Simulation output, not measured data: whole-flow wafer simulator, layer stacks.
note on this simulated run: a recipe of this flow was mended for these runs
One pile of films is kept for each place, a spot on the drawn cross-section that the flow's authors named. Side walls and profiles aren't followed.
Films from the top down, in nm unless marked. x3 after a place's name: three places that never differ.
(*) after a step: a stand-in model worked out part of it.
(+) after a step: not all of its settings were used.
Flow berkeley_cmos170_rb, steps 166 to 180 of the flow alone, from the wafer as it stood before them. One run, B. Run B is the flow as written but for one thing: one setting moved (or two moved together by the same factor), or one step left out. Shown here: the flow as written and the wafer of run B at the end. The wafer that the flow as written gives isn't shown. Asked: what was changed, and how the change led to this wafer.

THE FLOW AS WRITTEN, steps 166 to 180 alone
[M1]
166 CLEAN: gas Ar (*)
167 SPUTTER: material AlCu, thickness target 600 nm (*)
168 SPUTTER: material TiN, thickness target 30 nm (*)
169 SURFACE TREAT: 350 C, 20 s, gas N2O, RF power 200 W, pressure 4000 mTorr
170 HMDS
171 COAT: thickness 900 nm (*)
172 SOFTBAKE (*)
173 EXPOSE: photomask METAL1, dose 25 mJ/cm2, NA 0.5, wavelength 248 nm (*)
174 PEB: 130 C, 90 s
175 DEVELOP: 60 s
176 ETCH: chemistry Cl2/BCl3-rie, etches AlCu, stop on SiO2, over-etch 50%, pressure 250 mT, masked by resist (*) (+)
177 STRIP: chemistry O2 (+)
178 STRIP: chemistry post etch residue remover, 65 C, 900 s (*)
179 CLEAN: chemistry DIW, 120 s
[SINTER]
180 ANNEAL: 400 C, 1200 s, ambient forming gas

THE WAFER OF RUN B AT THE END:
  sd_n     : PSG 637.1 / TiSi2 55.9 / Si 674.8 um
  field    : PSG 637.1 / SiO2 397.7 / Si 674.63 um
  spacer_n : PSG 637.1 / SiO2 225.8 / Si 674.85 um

The cause: step 167, SPUTTER: thickness target 455 nm was run, where the flow has thickness target 600 nm.

How the change led to this, step by step:
  167 SPUTTER: material AlCu, thickness target 600 nm (*)
      field, sd_n, spacer_n, gate, spacer_p, gate_p, m1: AlCu +455 (new film) (as written it would be: AlCu +600 (new film))
      sd_p: AlCu +411.5 (new film) (as written it would be: AlCu +549.6 (new film))
      (and at 1 more place)
  168 SPUTTER: material TiN, thickness target 30 nm (*)
      contact: TiN +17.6 (new film) (as written it would be: TiN +16.3 (new film))
  171 COAT: thickness 900 nm (*)
      contact: KrF-resist +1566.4 (new film) (as written it would be: KrF-resist +1612.7 (new film))
  176 ETCH: chemistry Cl2/BCl3-rie, etches AlCu, stop on SiO2, over-etch 50%, pressure 250 mT, masked by resist (*) (+)
      field, sd_n, spacer_n, gate, spacer_p, gate_p: TiN -30 (all of it), AlCu -455 (all of it), PSG -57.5 (as written it would be: TiN -30 (all of it), AlCu -600 (all of it), PSG -39.4)
      sd_p: TiN -26 (all of it), AlCu -411.5 (all of it), PSG -63.4 (as written it would be: TiN -25.8 (all of it), AlCu -549.6 (all of it), PSG -46.2)
  177 STRIP: chemistry O2 (+)
      contact: KrF-resist -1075 (all of it) (as written it would be: KrF-resist -1121.3 (all of it))
